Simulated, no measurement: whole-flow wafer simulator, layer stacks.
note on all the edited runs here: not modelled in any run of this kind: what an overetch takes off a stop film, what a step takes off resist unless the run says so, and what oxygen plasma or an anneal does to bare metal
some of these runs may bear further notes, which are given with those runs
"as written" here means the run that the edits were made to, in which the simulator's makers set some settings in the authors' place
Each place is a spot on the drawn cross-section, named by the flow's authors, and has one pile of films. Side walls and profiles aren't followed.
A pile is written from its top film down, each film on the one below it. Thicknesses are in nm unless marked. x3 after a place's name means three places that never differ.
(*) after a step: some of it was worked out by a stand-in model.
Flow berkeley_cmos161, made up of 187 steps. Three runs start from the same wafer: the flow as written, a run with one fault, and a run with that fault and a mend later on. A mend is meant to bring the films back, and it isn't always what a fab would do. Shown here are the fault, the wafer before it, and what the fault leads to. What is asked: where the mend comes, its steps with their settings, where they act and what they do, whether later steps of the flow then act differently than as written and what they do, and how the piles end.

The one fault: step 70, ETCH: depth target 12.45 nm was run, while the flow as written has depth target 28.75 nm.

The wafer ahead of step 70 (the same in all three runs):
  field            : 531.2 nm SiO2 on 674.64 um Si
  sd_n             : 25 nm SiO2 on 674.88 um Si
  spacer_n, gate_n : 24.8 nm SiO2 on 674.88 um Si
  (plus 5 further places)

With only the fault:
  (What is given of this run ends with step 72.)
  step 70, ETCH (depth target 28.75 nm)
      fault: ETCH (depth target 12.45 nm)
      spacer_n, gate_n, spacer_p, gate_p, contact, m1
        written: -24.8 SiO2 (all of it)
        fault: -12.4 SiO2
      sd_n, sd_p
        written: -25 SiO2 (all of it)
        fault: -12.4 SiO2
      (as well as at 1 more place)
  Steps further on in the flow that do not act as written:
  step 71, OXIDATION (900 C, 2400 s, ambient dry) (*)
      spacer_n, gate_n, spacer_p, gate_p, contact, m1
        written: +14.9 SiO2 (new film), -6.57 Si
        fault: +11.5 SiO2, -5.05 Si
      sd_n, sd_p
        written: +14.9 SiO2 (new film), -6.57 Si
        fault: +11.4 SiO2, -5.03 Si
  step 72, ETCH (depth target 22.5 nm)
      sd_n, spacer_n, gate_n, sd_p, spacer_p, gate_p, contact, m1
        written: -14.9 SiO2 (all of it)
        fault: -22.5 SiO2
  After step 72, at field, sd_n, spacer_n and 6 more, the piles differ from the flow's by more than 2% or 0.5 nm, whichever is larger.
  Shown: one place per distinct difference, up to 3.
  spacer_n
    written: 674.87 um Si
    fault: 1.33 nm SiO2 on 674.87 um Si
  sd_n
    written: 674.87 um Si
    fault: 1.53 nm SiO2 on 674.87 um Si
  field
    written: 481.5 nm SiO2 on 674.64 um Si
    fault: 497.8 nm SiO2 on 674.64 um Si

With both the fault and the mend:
  The mend stands after step 70.
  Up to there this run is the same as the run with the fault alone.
  step 70a, ETCH (depth target 16.3 nm) (the flow's step 70, run once more with other settings)
      spacer_n, gate_n, spacer_p, gate_p, contact, m1
        -12.3 SiO2 (all of it)
      sd_n, sd_p
        -12.6 SiO2 (all of it)
      field
        -16.3 SiO2
  None of the later steps of the flow acts differently than as written at any place that is followed.
  At every place that both follow, the piles at the end match the flow's.
